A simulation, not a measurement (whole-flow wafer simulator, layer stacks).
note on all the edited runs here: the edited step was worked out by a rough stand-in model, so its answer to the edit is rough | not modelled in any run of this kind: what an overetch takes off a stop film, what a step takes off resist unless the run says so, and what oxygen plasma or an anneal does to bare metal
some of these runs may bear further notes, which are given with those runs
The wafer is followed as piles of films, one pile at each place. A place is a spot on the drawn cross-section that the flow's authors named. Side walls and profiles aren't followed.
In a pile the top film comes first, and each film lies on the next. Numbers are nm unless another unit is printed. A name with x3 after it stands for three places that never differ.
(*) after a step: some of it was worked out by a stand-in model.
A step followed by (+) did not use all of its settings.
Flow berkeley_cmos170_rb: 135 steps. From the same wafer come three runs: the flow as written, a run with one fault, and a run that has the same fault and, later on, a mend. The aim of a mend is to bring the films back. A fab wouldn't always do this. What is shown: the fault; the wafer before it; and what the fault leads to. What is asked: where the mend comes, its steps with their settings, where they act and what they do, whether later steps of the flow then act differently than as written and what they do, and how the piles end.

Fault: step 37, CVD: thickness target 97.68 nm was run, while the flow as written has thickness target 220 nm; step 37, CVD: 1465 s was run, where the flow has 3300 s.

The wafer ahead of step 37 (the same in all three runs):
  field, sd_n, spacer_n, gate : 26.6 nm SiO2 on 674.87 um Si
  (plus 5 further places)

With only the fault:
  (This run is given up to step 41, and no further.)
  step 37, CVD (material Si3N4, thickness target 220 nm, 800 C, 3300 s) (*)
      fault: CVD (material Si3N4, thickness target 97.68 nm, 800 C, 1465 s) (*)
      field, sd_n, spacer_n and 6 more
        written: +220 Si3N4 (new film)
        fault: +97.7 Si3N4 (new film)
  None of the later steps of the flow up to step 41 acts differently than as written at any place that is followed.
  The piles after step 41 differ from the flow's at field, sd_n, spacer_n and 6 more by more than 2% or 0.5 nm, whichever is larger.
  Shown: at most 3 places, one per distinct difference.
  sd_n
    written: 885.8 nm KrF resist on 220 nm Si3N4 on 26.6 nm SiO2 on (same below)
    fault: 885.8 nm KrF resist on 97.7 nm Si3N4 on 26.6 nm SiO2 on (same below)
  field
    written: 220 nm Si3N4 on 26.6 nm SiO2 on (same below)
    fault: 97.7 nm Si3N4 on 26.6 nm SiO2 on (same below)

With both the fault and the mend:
  After step 41 comes the mend.
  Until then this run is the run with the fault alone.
  step 41a, STRIP (*) (+)
      sd_n, spacer_n, gate, sd_p, spacer_p, gate_p, contact, m1
        -885.8 KrF resist (all of it)
  step 41b, CLEAN (*)
      does not change any film at any place that is followed
  step 41c, CVD (material Si3N4, thickness target 122.3 nm, 800 C, 1835 s) (*) (the flow's step 37 again, with other settings)
      field, sd_n, spacer_n and 6 more
        +122.3 Si3N4
  step 41d, COAT (KrF resist, thickness 900 nm) (the flow's step 38 again)
      field, sd_n, spacer_n and 6 more
        +900 KrF resist (new film)
  step 41e, EXPOSE (photomask ACTIVE) (the flow's step 39 again)
      does not change any film at any place that is followed
  step 41f, PEB (130 C, 60 s) (*) (the flow's step 40 again)
      does not change any film at any place that is followed
  step 41g, DEVELOP (developer developer-D-0.26N, 45 s) (the flow's step 41 again)
      sd_n, spacer_n, gate, sd_p, spacer_p, gate_p, contact, m1
        -14.2 KrF resist
      field
        -900 KrF resist (all of it)
  None of the later steps of the flow acts differently than as written at any place that is followed.
  By the end, the piles equal the flow's at every place that both follow.
